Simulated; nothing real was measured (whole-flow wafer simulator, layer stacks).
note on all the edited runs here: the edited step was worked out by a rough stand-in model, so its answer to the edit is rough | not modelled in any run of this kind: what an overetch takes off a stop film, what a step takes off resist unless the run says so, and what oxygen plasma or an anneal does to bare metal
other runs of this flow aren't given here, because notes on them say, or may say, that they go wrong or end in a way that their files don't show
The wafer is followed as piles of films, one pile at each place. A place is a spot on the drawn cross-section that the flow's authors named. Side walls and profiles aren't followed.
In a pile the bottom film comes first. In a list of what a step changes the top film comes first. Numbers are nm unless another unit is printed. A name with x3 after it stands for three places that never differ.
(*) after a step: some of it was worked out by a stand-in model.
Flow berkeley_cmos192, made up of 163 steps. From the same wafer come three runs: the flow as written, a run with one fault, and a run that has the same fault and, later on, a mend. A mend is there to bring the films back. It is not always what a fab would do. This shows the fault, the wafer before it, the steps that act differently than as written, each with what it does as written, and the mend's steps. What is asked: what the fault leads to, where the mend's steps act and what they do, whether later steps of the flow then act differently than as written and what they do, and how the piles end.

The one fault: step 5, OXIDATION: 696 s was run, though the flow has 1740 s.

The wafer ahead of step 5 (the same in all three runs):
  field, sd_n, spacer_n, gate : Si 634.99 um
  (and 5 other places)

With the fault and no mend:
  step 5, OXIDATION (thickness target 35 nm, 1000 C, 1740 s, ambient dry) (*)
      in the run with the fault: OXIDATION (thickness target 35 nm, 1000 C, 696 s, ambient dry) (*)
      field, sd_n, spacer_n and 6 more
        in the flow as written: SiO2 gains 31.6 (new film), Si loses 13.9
        in the run with the fault: SiO2 gains 19.4 (new film), Si loses 8.52
  Steps further on in the flow that do not act as written:
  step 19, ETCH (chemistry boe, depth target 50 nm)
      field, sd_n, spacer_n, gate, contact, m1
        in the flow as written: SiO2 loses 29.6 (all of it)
        in the run with the fault: SiO2 loses 17.3 (all of it)
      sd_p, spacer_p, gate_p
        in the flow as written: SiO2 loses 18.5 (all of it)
        in the run with the fault: SiO2 loses 6.28 (all of it)
  At the end the piles are close to the flow's at the places that both follow, differing by at most 2% or 0.5 nm, whichever is larger.

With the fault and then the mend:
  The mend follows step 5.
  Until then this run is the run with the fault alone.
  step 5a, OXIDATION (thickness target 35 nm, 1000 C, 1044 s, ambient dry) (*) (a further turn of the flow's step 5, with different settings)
      field, sd_n, spacer_n and 6 more
        SiO2 gains 12.3, Si loses 5.4
  Every later step of the flow that is run acts as written at every place that is followed.
  At every place that both follow, the piles at the end match the flow's.
